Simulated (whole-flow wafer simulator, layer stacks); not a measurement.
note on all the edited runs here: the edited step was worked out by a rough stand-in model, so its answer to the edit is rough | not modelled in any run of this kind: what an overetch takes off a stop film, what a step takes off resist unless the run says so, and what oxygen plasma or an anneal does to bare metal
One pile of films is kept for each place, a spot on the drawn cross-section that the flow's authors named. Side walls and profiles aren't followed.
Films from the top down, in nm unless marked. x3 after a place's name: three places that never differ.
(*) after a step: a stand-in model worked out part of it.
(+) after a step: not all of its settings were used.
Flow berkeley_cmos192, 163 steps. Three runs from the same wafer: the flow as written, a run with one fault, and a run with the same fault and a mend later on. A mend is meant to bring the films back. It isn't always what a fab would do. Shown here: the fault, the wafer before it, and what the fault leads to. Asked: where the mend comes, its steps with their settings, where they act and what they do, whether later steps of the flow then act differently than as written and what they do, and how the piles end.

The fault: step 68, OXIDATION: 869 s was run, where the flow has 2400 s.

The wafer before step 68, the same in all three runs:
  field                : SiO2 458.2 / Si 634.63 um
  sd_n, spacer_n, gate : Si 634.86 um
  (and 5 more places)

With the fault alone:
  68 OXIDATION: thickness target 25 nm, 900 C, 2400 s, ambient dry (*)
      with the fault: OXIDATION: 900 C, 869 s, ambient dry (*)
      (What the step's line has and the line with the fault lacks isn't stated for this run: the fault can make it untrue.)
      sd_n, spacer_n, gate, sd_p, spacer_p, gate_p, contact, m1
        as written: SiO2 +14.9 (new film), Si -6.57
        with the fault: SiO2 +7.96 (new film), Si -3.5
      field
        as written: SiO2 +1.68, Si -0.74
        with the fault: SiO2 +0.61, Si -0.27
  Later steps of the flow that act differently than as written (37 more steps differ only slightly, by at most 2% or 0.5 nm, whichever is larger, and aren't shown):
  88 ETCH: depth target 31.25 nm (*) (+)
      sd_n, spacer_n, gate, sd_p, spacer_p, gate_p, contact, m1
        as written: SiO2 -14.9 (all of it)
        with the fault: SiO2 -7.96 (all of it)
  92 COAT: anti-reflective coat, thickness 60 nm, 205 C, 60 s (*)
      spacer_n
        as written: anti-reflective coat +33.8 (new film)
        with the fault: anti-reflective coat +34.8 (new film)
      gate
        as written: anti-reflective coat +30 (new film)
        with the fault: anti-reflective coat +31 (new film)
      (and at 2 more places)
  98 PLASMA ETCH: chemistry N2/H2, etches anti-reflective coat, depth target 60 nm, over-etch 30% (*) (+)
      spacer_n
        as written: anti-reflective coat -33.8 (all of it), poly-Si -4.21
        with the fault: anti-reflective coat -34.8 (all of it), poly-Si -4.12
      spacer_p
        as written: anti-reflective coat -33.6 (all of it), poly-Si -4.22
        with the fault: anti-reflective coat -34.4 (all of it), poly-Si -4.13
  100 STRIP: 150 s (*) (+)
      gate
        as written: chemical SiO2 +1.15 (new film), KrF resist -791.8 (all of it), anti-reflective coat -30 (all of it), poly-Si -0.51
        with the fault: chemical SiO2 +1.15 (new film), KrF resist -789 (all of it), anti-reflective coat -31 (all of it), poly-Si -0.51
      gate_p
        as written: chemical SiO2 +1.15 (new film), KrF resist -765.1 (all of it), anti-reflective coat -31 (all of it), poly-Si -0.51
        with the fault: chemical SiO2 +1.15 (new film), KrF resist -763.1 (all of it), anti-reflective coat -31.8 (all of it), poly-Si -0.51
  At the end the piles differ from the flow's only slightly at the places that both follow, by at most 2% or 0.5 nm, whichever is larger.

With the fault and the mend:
  The mend comes after step 69.
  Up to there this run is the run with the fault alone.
  69a OXIDATION: 900 C, 1442 s, ambient dry (*) (the flow's step 68 once more, with other settings)
      sd_n, spacer_n, gate, sd_p, spacer_p, gate_p, contact, m1
        SiO2 +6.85, Si -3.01
      field
        SiO2 +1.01, Si -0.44
  No later step of the flow acts differently than as written, at any place that is followed, by more than 2% or 0.5 nm, whichever is larger.
  At the end the piles differ from the flow's only slightly at the places that both follow, by at most 2% or 0.5 nm, whichever is larger.
